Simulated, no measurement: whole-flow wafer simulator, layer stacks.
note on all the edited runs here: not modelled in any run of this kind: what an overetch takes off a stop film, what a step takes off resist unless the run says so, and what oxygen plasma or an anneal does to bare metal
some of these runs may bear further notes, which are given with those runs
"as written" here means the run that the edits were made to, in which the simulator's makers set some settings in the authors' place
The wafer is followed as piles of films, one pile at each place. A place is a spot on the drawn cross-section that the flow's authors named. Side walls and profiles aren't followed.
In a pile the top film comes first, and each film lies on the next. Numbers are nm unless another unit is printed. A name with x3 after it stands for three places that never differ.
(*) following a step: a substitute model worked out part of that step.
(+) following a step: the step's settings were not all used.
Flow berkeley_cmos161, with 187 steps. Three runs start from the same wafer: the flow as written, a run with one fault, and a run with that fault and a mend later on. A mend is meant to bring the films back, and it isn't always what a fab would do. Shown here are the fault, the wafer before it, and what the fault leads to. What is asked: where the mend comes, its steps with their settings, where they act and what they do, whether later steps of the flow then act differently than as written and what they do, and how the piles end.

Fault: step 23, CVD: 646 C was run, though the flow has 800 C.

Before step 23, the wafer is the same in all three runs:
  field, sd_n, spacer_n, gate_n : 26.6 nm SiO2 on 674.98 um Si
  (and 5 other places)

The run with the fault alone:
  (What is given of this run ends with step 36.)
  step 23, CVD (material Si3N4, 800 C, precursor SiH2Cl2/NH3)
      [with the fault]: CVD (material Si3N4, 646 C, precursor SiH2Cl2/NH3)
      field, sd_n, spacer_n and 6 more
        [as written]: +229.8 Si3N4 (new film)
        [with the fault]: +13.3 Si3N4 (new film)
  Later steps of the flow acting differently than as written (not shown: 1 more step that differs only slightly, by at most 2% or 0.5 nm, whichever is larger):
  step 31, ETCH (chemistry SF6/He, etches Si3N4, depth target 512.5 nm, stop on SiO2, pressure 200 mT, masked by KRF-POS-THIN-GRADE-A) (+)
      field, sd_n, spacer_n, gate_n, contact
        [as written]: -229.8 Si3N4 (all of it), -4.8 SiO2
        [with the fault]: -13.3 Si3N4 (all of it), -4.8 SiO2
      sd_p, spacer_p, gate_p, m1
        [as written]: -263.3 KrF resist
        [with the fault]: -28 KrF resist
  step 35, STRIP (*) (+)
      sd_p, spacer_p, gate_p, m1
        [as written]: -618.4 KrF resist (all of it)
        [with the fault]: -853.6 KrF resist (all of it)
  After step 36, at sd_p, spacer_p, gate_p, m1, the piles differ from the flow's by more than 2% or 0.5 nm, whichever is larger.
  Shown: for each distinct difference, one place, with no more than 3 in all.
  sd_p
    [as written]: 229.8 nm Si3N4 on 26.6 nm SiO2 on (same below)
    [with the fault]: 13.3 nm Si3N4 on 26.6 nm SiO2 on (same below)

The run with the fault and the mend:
  The mend follows step 23.
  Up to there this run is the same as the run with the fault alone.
  step 23a, CVD (material Si3N4, 800 C, precursor SiH2Cl2/NH3) (the flow's step 23 again, with other settings that aren't printed)
      field, sd_n, spacer_n and 6 more
        +216.5 Si3N4
  Later steps of the flow that are run all act as written at every place that is followed, up to a difference of at most 2% or 0.5 nm, whichever is larger.
  The piles end the same as the flow's at every place that both follow.
